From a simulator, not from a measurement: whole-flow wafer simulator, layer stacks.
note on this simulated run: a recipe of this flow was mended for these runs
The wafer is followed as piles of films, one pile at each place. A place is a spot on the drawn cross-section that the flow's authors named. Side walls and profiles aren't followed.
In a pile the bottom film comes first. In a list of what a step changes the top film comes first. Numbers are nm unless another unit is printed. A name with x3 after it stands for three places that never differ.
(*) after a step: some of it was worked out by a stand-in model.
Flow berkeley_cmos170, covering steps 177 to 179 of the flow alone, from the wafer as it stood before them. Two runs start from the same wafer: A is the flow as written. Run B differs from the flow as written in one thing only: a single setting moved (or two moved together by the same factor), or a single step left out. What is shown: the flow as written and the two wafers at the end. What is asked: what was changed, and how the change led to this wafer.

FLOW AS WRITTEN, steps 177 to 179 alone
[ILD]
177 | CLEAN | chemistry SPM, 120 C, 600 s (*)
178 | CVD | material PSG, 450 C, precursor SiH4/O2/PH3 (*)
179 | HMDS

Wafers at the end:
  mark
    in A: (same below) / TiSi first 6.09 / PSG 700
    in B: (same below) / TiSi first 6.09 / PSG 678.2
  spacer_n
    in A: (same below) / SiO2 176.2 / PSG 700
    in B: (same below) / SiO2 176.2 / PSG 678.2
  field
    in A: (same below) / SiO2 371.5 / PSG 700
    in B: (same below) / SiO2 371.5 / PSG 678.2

The reason: step 178, CVD: 445 C was run, though the flow has 450 C.

The path from the change to this, step by step:
  178 | CVD | material PSG, 450 C, precursor SiH4/O2/PH3 (*)
      field, mark, sd_n and 10 more: A PSG gains 700 (new film) | B PSG gains 678.2 (new film)
